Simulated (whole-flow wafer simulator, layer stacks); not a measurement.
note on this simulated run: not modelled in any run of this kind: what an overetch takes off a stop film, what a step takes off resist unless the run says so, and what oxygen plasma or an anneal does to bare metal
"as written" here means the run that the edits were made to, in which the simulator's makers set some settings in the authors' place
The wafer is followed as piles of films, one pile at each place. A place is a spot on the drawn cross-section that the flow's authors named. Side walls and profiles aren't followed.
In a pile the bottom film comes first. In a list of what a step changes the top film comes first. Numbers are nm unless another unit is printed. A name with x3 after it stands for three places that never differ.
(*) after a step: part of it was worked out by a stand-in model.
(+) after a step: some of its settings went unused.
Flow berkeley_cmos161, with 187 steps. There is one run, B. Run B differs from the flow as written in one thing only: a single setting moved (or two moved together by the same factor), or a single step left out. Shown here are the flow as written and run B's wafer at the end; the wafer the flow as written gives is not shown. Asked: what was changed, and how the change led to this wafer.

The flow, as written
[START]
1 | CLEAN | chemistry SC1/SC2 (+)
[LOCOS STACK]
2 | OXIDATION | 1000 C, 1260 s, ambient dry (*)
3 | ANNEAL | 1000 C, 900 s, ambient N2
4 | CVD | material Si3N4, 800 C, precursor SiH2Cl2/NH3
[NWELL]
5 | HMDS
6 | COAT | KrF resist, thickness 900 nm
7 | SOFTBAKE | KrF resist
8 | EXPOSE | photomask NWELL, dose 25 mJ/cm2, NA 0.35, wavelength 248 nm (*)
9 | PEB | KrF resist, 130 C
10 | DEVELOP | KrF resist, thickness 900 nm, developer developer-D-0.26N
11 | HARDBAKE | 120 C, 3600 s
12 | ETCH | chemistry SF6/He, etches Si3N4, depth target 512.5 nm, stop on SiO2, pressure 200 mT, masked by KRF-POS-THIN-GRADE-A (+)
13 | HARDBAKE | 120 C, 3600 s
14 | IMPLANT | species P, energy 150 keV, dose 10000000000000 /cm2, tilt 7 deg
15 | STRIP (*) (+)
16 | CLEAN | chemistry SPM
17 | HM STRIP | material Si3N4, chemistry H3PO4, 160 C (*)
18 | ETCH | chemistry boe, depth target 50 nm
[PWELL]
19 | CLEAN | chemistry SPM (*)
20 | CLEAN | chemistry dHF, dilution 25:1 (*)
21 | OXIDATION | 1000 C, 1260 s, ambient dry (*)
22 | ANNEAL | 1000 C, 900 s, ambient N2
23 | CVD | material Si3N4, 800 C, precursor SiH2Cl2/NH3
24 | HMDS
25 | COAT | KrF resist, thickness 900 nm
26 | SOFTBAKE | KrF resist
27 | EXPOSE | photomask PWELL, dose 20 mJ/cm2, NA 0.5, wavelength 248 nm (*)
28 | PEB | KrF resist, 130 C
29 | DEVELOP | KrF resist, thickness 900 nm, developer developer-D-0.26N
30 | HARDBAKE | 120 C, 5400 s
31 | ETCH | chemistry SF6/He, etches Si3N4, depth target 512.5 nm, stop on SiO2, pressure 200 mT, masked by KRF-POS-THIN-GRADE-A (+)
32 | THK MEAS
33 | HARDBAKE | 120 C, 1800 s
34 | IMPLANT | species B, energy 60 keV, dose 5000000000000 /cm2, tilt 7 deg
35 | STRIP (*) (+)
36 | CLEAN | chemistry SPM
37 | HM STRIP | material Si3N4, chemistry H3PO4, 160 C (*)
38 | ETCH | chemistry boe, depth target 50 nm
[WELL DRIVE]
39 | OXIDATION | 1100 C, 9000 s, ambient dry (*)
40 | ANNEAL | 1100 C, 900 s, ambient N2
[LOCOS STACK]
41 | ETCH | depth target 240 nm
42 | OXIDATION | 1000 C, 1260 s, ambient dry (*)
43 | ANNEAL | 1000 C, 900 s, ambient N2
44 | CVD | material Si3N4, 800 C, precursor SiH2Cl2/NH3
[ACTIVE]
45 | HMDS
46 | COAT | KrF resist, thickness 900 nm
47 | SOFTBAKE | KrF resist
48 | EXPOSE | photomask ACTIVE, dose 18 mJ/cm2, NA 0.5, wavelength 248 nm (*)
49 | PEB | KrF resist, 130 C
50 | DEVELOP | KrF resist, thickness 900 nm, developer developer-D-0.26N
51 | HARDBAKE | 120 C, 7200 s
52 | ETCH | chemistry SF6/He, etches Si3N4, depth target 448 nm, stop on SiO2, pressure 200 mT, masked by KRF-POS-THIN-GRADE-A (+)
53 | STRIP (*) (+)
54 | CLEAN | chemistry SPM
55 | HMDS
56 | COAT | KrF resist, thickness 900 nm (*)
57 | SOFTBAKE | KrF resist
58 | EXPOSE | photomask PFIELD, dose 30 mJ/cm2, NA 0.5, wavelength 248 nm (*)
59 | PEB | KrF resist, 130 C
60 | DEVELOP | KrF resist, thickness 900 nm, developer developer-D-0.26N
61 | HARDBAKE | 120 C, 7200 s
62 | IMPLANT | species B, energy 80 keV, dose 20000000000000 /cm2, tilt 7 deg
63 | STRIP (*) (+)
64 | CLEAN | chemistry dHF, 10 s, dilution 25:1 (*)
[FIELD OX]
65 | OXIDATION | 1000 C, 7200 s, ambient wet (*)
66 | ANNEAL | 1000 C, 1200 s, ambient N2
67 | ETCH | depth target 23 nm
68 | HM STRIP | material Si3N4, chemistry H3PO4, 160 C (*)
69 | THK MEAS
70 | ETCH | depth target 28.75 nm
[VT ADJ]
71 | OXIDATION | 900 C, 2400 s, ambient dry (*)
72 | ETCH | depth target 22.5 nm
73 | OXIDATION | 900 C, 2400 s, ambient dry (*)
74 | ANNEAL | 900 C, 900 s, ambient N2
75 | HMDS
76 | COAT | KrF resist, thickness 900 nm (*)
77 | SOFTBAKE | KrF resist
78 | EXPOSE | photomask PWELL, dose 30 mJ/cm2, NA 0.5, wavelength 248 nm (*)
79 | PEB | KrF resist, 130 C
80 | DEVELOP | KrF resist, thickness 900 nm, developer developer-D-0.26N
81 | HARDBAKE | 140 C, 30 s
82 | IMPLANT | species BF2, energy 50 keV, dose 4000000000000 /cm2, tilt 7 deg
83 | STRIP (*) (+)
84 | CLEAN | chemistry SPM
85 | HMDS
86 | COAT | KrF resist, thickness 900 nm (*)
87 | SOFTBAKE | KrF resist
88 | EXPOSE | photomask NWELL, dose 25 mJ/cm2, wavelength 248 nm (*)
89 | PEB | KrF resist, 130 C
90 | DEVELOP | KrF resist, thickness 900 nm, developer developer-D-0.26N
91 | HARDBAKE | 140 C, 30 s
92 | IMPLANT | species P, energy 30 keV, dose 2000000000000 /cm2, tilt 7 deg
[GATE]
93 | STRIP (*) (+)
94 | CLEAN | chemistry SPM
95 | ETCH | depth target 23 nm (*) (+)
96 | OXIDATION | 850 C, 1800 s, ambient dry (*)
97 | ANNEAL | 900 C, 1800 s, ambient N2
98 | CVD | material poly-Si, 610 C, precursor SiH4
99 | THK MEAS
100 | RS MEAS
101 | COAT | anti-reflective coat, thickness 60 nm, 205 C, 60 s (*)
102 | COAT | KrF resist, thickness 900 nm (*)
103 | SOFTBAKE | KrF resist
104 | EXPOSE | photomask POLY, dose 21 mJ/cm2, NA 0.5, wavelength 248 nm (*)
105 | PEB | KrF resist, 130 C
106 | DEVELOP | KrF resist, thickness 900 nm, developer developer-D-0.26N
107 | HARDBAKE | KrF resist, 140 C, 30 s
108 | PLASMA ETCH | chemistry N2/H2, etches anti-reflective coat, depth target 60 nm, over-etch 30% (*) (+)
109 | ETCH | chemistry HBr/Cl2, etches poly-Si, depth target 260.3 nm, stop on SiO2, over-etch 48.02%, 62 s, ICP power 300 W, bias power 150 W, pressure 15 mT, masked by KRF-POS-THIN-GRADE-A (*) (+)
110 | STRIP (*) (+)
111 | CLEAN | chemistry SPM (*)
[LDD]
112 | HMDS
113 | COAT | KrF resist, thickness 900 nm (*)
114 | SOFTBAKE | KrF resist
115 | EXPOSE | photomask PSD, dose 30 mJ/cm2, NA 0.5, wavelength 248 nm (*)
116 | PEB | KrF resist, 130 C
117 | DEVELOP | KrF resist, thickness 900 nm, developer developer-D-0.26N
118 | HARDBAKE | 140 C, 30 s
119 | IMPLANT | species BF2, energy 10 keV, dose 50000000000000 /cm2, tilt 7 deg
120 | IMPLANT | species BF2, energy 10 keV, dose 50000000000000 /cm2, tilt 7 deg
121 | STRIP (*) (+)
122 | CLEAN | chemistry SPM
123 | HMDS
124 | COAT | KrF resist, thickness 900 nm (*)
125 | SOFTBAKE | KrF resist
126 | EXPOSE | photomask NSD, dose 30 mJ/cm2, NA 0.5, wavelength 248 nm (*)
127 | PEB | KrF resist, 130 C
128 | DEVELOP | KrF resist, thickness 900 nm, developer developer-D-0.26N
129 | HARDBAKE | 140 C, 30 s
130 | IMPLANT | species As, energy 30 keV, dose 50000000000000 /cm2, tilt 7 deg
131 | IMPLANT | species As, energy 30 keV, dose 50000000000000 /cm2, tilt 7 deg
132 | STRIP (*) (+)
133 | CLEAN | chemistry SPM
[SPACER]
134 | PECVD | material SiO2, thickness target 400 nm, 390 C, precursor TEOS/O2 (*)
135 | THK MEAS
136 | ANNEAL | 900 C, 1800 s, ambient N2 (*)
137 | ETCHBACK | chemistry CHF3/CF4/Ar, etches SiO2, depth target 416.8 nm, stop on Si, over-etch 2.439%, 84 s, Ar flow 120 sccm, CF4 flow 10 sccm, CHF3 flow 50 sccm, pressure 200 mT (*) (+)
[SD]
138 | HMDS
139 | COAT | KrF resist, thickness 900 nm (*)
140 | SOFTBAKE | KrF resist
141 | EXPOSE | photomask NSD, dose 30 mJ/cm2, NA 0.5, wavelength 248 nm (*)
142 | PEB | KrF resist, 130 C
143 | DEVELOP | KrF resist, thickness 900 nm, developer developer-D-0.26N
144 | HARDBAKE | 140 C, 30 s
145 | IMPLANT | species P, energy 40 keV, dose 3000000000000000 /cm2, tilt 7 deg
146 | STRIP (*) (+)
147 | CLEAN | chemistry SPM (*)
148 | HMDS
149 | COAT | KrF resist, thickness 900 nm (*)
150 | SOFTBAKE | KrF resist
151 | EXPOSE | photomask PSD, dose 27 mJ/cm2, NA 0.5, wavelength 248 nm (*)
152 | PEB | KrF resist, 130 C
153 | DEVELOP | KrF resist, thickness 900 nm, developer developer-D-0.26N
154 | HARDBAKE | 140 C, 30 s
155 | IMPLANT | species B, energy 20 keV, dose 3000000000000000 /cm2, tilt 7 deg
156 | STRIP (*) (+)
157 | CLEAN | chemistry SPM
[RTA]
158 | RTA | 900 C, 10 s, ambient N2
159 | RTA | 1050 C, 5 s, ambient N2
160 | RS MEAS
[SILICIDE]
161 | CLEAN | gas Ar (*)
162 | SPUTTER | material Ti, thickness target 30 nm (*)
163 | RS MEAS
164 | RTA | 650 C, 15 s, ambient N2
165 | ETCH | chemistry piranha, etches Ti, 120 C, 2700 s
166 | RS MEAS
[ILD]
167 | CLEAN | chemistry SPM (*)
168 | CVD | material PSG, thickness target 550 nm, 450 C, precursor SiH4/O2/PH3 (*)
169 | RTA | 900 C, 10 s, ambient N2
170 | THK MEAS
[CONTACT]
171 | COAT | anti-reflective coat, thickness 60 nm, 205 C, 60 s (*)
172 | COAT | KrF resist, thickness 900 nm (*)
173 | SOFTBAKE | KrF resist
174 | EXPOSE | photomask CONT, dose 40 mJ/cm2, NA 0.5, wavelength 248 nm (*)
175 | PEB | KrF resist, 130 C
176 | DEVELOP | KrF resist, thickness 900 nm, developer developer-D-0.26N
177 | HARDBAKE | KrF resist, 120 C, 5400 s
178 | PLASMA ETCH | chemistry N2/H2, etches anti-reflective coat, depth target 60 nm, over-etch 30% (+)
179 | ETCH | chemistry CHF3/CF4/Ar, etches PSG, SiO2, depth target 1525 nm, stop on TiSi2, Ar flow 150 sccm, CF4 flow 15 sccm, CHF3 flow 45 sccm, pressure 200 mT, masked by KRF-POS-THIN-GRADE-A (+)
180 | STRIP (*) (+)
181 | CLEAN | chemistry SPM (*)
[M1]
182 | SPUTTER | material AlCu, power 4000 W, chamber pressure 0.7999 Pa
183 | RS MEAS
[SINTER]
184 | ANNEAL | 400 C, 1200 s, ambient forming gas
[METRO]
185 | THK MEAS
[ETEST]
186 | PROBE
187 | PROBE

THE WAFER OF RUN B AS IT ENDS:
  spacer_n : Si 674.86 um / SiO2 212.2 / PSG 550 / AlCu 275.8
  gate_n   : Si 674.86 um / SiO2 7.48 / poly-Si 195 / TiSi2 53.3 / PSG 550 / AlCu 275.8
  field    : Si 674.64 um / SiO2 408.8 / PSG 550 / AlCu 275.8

The reason: step 98, CVD: 611 C was run, whereas the flow has 610 C.

How this came from the change, step by step:
  137 | ETCHBACK | chemistry CHF3/CF4/Ar, etches SiO2, depth target 416.8 nm, stop on Si, over-etch 2.439%, 84 s, Ar flow 120 sccm, CF4 flow 10 sccm, CHF3 flow 50 sccm, pressure 200 mT (*) (+)
      spacer_n: SiO2 loses 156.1 (in the flow as written it would be: SiO2 loses 160.7)
      spacer_p: SiO2 loses 156.2 (in the flow as written it would be: SiO2 loses 160.7)
